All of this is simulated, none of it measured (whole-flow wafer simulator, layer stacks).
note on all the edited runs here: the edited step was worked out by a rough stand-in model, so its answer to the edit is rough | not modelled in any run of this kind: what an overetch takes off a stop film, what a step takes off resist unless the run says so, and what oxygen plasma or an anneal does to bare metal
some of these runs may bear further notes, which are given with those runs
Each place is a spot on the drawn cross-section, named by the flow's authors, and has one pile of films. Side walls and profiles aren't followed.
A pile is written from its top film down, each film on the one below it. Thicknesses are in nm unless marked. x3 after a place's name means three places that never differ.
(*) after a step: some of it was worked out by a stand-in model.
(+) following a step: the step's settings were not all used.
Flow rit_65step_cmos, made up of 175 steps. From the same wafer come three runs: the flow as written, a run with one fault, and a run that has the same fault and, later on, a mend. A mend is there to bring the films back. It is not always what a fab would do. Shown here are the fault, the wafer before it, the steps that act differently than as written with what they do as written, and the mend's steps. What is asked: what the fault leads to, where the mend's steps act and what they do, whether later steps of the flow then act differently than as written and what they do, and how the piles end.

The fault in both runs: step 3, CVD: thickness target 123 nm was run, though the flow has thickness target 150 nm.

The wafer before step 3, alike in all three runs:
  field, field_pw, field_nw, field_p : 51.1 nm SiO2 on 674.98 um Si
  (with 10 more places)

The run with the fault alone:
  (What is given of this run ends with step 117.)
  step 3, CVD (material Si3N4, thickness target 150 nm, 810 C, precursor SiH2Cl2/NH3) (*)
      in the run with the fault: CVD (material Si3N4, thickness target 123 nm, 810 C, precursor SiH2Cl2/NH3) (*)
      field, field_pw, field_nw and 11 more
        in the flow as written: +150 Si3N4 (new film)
        in the run with the fault: +123 Si3N4 (new film)
  Steps later in the flow that act otherwise than as written (35 more steps, not shown, differ only slightly: by at most 2% or 0.5 nm, whichever is larger):
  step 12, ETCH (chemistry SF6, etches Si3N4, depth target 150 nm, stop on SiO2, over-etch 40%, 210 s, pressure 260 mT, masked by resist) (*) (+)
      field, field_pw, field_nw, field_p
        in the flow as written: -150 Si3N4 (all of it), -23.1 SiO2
        in the run with the fault: -123 Si3N4 (all of it), -33.5 SiO2
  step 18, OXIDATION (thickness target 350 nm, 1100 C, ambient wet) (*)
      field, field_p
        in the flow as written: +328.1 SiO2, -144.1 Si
        in the run with the fault: +336.3 SiO2, -147.7 Si
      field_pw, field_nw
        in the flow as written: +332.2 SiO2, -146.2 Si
        in the run with the fault: +340 SiO2, -149.6 Si
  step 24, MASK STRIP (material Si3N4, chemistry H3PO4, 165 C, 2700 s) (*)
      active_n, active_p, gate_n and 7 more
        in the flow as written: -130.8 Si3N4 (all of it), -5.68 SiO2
        in the run with the fault: -103.8 Si3N4 (all of it), -6.71 SiO2
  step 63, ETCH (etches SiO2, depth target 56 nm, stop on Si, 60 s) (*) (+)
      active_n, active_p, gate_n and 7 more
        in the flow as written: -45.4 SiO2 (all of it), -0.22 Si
        in the run with the fault: -44.4 SiO2 (all of it), -0.24 Si
  Once step 117 is done, the piles differ only a little from the flow's at the places that both follow, at most by 2% or 0.5 nm, whichever is larger.

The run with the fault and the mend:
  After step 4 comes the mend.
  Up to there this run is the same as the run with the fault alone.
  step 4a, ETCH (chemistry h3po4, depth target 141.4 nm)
      field, field_pw, field_nw and 11 more
        -123 Si3N4 (all of it)
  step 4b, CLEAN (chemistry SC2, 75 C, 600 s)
      alters no film at any place that is followed
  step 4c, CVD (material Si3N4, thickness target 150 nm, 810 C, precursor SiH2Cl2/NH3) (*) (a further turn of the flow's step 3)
      field, field_pw, field_nw and 11 more
        +150 Si3N4 (new film)
  None of the later steps of the flow acts differently than as written at any place that is followed.
  By the end, the piles equal the flow's at every place that both follow.
